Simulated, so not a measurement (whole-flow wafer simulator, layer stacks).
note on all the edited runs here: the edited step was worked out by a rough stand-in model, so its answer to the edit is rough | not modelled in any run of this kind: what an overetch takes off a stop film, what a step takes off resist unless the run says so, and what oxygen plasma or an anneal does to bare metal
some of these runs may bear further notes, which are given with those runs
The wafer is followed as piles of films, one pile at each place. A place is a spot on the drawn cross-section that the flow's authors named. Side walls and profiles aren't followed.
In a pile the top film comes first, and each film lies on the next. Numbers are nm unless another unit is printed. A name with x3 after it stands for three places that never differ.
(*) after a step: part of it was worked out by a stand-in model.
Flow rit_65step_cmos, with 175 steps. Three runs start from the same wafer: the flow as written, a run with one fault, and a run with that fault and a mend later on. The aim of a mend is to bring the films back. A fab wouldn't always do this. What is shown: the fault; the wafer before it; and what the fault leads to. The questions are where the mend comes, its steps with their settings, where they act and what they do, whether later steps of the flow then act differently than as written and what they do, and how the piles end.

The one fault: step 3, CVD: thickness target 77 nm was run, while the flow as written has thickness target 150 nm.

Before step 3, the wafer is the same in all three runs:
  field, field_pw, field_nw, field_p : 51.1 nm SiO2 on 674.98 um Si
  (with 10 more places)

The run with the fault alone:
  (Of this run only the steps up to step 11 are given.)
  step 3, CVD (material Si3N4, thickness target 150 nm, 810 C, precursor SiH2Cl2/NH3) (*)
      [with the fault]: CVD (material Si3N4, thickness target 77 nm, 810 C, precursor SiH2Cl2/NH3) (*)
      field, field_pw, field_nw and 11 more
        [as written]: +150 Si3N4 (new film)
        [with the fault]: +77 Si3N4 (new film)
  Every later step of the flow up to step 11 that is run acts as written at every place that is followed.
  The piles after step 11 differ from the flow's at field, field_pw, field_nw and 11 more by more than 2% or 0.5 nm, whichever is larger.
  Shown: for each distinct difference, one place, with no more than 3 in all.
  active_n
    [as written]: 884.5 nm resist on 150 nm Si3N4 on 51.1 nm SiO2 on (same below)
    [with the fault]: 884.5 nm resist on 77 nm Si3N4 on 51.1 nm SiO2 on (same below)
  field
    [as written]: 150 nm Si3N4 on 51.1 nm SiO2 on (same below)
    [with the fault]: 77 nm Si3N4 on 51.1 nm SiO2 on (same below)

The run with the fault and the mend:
  The mend stands after step 4.
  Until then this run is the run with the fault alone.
  step 4a, ETCH (chemistry h3po4, depth target 88.55 nm)
      field, field_pw, field_nw and 11 more
        -77 Si3N4 (all of it)
  step 4b, CLEAN (chemistry SC2, 75 C, 600 s)
      alters no film at any place that is followed
  step 4c, CVD (material Si3N4, thickness target 150 nm, 810 C, precursor SiH2Cl2/NH3) (*) (the flow's step 3, run once more)
      field, field_pw, field_nw and 11 more
        +150 Si3N4 (new film)
  Every later step of the flow that is run acts as written at every place that is followed.
  The piles end the same as the flow's at every place that both follow.
